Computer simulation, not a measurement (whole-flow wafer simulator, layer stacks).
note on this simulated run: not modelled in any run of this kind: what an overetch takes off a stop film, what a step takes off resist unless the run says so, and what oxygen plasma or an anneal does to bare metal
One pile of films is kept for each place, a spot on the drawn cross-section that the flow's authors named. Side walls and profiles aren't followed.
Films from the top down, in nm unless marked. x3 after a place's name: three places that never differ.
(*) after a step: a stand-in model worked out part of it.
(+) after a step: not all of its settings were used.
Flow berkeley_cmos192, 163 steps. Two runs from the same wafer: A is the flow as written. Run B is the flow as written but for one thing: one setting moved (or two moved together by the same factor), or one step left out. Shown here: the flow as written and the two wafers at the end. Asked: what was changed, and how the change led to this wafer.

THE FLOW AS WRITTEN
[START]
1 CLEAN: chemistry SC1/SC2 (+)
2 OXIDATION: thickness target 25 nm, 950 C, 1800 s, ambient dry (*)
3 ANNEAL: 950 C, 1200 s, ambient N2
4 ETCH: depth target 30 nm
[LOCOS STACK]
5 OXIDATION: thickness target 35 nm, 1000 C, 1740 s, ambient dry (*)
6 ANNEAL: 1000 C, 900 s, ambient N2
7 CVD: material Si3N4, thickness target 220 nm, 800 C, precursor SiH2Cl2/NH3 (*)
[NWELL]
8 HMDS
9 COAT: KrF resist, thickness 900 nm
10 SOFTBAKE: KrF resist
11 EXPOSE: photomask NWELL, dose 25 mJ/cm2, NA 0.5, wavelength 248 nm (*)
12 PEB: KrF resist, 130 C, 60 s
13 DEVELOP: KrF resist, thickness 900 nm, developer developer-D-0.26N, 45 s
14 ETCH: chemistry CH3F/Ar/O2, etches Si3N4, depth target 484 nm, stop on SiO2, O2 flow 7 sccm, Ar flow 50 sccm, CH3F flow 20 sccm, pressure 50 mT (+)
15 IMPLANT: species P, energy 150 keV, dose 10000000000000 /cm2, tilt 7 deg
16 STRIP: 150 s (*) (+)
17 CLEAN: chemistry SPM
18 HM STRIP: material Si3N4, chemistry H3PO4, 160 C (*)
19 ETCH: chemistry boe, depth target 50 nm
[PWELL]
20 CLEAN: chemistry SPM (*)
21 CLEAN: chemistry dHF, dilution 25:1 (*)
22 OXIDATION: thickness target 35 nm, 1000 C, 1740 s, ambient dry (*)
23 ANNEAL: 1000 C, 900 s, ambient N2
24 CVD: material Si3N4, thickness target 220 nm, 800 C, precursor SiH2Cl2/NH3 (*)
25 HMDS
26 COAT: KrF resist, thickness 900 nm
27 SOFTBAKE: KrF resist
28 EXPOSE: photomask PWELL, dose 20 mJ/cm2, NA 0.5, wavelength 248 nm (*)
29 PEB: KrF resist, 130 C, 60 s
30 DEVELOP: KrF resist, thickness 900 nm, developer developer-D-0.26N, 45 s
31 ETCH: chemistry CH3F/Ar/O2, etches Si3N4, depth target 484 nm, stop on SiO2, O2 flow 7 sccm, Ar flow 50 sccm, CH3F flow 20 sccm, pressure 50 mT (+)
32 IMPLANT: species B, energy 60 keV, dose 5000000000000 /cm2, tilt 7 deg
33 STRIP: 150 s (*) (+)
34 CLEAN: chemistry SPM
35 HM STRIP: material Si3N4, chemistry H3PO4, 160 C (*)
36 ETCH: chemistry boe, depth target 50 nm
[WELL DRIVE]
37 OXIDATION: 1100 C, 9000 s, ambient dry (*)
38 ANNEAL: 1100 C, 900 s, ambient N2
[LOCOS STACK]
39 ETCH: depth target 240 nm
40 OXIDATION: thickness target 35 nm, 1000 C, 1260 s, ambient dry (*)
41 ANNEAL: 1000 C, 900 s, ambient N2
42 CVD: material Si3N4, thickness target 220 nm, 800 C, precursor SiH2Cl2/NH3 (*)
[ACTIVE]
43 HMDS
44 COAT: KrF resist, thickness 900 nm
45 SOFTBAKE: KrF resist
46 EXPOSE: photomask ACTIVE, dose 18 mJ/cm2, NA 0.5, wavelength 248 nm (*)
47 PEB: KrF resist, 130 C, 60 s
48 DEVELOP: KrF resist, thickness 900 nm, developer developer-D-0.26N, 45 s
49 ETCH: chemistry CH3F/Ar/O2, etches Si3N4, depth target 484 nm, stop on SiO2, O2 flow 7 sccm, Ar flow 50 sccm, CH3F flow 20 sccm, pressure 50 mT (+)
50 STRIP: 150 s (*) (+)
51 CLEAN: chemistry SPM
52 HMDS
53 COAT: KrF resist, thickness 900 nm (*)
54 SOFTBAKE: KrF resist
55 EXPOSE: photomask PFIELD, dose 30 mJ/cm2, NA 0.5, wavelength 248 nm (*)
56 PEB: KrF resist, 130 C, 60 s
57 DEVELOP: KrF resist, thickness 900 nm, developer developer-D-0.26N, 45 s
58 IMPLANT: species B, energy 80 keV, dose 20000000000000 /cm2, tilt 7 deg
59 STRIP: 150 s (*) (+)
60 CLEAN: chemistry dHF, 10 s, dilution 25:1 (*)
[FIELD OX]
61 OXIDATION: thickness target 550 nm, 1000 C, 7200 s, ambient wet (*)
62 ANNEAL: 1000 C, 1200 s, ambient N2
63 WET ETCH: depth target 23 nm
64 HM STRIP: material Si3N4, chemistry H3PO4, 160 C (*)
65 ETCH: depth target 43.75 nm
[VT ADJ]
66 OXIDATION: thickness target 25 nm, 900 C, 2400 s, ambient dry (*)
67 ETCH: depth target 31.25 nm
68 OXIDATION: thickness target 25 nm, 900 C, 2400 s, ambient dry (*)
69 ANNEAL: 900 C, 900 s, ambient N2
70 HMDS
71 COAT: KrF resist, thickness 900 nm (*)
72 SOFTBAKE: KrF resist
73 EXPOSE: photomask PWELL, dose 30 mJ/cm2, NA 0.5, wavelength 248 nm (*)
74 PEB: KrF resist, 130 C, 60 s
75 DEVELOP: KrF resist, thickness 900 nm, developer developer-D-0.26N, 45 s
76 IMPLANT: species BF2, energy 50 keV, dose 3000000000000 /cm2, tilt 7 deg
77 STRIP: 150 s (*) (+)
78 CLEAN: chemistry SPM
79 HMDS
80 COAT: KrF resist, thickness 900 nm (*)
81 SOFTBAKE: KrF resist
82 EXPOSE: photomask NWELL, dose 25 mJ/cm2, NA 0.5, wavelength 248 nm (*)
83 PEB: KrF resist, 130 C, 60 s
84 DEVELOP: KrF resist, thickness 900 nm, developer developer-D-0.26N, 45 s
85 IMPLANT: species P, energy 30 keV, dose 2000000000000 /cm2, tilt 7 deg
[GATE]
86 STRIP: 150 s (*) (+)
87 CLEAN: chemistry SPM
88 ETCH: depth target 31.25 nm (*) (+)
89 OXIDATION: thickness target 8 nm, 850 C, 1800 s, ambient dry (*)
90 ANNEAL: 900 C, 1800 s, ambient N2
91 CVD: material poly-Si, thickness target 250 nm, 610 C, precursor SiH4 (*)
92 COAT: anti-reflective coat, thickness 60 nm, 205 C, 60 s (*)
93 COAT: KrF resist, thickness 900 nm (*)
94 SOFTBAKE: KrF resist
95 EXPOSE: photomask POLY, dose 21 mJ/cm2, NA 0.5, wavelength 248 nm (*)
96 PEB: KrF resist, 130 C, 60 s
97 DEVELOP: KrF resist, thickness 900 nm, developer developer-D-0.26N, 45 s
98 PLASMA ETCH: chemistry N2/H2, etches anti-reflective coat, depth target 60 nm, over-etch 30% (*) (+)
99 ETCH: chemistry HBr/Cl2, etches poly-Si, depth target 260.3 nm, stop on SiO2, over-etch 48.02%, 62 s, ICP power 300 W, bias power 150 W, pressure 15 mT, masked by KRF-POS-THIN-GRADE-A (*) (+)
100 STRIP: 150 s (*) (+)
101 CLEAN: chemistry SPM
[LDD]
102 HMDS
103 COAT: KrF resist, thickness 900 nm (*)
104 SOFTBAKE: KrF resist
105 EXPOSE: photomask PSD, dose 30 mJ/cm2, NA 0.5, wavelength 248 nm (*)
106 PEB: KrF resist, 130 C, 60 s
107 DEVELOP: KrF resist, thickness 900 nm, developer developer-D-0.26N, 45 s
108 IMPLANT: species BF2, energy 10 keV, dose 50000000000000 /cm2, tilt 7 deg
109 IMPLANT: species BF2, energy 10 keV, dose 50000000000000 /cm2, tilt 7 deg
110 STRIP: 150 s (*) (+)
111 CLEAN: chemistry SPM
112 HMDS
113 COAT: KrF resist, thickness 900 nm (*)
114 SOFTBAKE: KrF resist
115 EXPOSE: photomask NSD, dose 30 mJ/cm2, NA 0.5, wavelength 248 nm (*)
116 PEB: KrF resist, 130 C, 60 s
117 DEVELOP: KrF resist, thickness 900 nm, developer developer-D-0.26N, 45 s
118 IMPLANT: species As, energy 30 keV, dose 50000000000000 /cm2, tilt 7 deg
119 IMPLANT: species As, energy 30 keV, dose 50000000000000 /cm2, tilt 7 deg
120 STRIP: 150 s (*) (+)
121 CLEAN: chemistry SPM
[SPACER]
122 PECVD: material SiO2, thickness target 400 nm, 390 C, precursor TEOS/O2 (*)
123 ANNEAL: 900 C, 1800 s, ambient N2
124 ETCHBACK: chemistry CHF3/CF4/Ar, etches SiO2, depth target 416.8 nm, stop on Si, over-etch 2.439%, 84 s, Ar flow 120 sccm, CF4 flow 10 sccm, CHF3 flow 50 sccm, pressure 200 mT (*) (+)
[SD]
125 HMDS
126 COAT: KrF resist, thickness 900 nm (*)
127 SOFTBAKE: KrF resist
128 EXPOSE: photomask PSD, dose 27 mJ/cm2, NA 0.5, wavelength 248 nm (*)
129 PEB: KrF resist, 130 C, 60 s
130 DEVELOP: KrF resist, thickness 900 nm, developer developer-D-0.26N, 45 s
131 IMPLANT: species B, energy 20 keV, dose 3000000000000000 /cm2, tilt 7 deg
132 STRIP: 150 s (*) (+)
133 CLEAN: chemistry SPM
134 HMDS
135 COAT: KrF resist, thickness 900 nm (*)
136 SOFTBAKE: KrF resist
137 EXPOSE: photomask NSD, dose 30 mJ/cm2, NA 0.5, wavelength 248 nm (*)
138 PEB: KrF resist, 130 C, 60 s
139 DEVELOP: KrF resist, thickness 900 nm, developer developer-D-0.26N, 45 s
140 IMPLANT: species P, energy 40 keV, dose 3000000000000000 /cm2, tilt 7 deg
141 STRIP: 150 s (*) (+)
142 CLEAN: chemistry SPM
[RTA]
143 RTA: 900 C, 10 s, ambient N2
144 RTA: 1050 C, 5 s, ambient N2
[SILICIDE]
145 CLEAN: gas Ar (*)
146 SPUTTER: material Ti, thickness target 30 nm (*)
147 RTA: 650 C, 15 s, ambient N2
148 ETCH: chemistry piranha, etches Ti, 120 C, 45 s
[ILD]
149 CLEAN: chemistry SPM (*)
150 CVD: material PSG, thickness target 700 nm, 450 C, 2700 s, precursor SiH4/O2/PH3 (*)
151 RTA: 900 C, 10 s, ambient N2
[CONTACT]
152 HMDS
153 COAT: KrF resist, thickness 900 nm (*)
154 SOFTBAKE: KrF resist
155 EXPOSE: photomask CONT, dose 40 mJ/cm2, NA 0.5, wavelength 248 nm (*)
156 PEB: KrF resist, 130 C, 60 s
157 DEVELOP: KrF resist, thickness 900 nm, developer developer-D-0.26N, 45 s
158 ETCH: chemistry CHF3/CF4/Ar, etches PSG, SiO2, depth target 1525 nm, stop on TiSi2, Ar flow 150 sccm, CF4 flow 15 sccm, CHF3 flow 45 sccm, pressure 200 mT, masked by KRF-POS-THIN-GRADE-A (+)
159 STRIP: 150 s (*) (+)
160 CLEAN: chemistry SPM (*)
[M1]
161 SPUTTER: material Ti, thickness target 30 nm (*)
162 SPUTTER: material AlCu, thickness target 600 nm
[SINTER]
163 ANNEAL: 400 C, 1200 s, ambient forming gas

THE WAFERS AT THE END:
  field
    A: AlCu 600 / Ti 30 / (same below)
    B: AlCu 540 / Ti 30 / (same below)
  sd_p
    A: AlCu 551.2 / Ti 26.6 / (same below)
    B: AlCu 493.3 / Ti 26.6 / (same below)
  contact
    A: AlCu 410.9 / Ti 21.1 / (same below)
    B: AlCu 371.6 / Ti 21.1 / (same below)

The cause: step 162, SPUTTER: thickness target 540 nm was run, where the flow has thickness target 600 nm.
It can be read off the wafer: field has AlCu 540, and step 162 as written asks for 600 nm.

How the change led to this, step by step:
  162 SPUTTER: material AlCu, thickness target 600 nm
      field, sd_n, spacer_n, gate, spacer_p, gate_p, m1: A AlCu +600 (new film) | B AlCu +540 (new film)
      sd_p: A AlCu +551.2 (new film) | B AlCu +493.3 (new film)
      (and at 1 more place)
